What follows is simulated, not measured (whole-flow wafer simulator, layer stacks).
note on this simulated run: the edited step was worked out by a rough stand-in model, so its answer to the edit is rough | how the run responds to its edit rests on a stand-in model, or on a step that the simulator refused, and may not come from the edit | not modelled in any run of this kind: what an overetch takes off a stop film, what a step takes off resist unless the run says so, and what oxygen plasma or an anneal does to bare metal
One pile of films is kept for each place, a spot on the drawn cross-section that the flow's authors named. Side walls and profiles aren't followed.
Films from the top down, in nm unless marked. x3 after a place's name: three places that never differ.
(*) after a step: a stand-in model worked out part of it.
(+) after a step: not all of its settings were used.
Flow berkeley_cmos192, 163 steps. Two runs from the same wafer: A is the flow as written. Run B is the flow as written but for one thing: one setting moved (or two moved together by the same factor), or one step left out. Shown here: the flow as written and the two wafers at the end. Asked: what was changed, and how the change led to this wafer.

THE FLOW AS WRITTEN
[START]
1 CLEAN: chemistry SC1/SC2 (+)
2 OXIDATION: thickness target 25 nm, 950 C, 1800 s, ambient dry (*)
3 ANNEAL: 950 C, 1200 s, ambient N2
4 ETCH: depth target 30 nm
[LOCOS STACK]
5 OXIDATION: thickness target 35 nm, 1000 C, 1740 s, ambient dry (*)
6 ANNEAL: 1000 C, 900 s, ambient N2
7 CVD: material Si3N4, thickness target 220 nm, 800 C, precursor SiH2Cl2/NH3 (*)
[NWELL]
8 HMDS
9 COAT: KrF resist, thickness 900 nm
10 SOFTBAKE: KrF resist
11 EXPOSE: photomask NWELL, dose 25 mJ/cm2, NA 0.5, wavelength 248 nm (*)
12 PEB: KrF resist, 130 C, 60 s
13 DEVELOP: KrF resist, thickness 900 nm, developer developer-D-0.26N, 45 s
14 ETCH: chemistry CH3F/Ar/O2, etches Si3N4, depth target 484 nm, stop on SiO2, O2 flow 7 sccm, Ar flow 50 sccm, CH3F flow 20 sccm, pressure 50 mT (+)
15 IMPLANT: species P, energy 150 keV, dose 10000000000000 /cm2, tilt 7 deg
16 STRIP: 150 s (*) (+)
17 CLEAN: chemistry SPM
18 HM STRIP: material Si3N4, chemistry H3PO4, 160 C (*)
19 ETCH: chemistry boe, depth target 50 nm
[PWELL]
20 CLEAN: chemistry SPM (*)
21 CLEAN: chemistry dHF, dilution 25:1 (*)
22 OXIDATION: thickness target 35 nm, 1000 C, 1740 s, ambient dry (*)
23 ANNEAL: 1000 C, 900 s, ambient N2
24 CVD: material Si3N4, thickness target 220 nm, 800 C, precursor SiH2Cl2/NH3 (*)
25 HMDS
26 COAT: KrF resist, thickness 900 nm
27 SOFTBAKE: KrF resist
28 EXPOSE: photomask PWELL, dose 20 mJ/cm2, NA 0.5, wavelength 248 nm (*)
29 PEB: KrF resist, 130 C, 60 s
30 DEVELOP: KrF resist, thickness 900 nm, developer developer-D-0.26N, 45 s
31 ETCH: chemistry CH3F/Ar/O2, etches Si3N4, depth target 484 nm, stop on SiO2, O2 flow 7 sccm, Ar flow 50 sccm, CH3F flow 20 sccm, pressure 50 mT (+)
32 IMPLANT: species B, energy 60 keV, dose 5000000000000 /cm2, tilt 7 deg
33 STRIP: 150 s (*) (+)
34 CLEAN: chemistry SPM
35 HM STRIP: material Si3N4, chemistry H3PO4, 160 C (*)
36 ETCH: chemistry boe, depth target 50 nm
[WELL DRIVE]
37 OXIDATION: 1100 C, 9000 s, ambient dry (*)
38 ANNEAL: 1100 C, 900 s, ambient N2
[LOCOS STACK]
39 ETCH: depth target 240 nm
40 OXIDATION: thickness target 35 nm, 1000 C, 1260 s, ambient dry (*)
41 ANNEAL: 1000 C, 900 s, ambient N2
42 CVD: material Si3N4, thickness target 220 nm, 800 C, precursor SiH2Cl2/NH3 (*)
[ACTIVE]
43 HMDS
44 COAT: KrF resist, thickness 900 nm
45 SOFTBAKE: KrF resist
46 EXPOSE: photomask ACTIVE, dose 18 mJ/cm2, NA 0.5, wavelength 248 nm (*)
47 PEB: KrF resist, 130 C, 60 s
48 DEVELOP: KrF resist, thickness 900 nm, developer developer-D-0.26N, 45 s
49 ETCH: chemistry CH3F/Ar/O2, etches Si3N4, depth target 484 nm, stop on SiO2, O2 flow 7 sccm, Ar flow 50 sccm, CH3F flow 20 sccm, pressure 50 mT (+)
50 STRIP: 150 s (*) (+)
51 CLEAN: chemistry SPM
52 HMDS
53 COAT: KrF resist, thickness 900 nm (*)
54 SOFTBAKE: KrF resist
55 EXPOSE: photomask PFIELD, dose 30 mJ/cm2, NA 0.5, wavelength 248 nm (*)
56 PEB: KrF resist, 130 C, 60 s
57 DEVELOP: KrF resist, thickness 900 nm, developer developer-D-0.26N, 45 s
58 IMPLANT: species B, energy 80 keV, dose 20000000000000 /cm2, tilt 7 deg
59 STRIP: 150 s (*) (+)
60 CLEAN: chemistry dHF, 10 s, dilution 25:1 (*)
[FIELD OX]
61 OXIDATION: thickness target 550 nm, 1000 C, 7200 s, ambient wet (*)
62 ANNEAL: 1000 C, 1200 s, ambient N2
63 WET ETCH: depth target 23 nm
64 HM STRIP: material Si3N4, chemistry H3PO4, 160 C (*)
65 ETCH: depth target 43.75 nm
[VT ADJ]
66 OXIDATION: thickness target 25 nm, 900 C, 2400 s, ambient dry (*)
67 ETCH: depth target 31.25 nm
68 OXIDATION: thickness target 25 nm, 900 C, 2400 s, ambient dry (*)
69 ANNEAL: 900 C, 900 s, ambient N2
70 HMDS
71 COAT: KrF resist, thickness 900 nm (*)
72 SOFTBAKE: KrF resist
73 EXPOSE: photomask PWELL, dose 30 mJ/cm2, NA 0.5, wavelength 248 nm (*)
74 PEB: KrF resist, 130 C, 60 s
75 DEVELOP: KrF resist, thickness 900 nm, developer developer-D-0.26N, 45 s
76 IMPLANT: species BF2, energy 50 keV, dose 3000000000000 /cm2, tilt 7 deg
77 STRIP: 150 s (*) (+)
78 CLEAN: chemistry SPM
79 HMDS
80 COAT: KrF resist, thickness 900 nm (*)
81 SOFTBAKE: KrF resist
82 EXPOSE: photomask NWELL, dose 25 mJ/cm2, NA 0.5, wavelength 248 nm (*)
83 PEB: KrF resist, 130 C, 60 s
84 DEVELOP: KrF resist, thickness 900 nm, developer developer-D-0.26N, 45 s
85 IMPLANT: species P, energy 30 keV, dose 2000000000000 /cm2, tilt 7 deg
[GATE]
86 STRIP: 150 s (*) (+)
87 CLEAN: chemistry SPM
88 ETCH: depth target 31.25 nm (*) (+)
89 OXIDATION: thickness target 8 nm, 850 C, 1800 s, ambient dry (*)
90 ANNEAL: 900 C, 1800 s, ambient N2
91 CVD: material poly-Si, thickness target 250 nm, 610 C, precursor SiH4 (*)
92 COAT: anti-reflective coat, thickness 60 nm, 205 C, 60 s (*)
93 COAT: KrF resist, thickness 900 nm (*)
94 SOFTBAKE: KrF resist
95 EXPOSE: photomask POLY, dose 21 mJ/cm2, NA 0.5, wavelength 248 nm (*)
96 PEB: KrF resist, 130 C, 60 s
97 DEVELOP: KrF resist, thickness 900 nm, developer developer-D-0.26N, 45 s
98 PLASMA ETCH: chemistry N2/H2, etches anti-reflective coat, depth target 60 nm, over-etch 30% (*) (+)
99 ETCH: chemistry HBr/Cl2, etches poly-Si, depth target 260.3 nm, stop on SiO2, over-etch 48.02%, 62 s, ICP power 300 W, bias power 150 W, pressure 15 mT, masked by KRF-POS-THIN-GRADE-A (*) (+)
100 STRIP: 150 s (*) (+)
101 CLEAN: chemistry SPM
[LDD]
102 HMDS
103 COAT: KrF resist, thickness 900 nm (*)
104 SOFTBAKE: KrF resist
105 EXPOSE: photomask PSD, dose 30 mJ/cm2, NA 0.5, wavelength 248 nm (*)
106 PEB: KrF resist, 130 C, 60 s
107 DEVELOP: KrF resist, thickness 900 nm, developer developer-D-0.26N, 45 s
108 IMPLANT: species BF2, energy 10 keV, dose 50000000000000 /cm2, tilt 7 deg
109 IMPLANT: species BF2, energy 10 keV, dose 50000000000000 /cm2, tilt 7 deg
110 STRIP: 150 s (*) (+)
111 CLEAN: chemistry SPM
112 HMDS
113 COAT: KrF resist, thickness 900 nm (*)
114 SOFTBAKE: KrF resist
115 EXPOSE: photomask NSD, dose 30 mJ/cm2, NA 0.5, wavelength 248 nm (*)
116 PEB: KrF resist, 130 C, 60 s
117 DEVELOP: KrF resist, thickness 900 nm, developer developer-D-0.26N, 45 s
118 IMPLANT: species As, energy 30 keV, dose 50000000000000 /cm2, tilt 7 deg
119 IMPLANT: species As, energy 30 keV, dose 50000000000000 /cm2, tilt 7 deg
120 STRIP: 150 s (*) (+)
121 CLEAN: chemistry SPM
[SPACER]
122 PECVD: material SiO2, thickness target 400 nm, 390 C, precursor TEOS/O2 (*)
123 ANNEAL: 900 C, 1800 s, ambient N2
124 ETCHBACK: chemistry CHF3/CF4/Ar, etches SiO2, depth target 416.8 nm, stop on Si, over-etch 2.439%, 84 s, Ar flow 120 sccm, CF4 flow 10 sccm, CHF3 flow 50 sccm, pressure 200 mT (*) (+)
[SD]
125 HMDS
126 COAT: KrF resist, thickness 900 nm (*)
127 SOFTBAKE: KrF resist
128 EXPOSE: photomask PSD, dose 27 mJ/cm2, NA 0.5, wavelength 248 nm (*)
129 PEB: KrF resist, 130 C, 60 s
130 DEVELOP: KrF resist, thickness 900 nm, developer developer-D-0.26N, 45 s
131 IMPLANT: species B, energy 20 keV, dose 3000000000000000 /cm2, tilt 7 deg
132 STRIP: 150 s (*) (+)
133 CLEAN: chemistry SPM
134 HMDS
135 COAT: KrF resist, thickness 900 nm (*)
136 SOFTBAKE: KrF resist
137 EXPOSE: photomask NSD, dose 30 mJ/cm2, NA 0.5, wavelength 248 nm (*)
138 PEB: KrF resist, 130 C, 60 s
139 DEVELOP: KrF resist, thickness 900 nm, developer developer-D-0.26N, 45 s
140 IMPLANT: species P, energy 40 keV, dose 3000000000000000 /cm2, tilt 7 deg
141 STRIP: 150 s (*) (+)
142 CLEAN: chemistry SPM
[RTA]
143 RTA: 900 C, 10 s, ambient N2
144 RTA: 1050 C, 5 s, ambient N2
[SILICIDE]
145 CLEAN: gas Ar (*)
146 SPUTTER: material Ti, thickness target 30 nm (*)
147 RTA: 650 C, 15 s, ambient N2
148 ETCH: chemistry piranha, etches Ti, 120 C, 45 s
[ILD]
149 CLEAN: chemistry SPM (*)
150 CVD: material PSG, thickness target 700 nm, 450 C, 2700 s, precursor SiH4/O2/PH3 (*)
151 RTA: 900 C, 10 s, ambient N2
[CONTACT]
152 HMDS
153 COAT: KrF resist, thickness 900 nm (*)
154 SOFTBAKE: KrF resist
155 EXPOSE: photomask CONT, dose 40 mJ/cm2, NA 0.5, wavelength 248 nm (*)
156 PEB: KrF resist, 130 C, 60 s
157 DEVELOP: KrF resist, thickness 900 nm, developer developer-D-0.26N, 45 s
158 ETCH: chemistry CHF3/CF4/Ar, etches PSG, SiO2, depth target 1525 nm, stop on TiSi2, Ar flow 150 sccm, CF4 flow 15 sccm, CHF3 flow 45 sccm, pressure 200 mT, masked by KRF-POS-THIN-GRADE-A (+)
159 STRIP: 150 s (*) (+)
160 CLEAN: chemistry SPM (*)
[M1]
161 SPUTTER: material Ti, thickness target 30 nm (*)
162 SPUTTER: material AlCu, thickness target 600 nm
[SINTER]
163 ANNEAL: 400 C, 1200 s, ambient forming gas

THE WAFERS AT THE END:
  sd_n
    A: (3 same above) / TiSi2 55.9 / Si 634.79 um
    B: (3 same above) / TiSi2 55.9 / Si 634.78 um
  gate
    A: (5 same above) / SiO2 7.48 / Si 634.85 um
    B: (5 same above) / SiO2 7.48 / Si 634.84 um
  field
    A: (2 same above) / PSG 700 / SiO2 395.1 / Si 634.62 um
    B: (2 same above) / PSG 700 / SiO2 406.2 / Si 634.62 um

The cause: step 40, OXIDATION: 1100 C was run, where the flow has 1000 C.

How the change led to this, step by step:
  40 OXIDATION: thickness target 35 nm, 1000 C, 1260 s, ambient dry (*)
      field, sd_n, spacer_n and 6 more: A SiO2 +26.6 (new film), Si -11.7 | B SiO2 +59.7 (new film), Si -26.3
  61 OXIDATION: thickness target 550 nm, 1000 C, 7200 s, ambient wet (*)
      gate: A SiO2 +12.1 (new film), Si3N4 -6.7, SiO2 +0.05, Si -0.05 | B SiO2 +12.1 (new film), Si3N4 -6.7
      field: A SiO2 +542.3, Si -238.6 | B SiO2 +520.5, Si -229
      (and at 2 more places)
  65 ETCH: depth target 43.75 nm
      sd_n, spacer_n, gate, sd_p, spacer_p, gate_p, contact, m1: A SiO2 -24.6 (all of it) | B SiO2 -43.8
  66 OXIDATION: thickness target 25 nm, 900 C, 2400 s, ambient dry (*)
      spacer_n, gate, spacer_p, gate_p, contact, m1: A SiO2 +14.9 (new film), Si -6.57 | B SiO2 +11.2, Si -4.92
      sd_n: A SiO2 +14.9 (new film), Si -6.57 | B SiO2 +10.4, Si -4.6
      (and at 1 more place)
  67 ETCH: depth target 31.25 nm
      spacer_n, gate, spacer_p, gate_p, contact, m1: A SiO2 -14.9 (all of it) | B SiO2 -25.1 (all of it)
      sd_n: A SiO2 -14.9 (all of it) | B SiO2 -28.7 (all of it)
      (and at 1 more place)
  92 COAT: anti-reflective coat, thickness 60 nm, 205 C, 60 s (*)
      sd_n: A anti-reflective coat +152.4 (new film) | B anti-reflective coat +168.1 (new film)
      spacer_n: A anti-reflective coat +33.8 (new film) | B anti-reflective coat +28.2 (new film)
      (and at 6 more places)
  98 PLASMA ETCH: chemistry N2/H2, etches anti-reflective coat, depth target 60 nm, over-etch 30% (*) (+)
      field: A anti-reflective coat -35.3 (all of it), poly-Si -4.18 | B anti-reflective coat -35.4 (all of it), poly-Si -4.7
      sd_n: A anti-reflective coat -152.4 (all of it), poly-Si -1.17 | B anti-reflective coat -168.1 (all of it), poly-Si -1.29
      (and at 5 more places)
  100 STRIP: 150 s (*) (+)
      gate: A chemical SiO2 +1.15 (new film), KrF resist -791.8 (all of it), anti-reflective coat -30 (all of it), poly-Si -0.51 | B chemical SiO2 +1.15 (new film), KrF resist -809 (all of it), anti-reflective coat -24 (all of it), poly-Si -0.51
      gate_p: A chemical SiO2 +1.15 (new film), KrF resist -765.1 (all of it), anti-reflective coat -31 (all of it), poly-Si -0.51 | B chemical SiO2 +1.15 (new film), KrF resist -775.9 (all of it), anti-reflective coat -26.8 (all of it), poly-Si -0.51
  147 RTA: 650 C, 15 s, ambient N2
      sd_p: A Ti -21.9, TiSi first +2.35 (new film), TiSi2 C49 +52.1 (new film), Si -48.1 | B Ti -21.6, TiSi first +1.77 (new film), TiSi2 C49 +52.4 (new film), Si -47.9
  151 RTA: 900 C, 10 s, ambient N2
      sd_p: A under 1 film: TiSi2 +52.2 (new film), TiSi first -2.25 (all of it), TiSi2 C49 -52.1 (all of it), Si -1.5 | B under 1 film: TiSi2 +51.6 (new film), TiSi first -1.66 (all of it), TiSi2 C49 -52.4 (all of it), Si -1.1
  162 SPUTTER: material AlCu, thickness target 600 nm
      sd_p: A AlCu +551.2 (new film) | B AlCu +539.3 (new film)
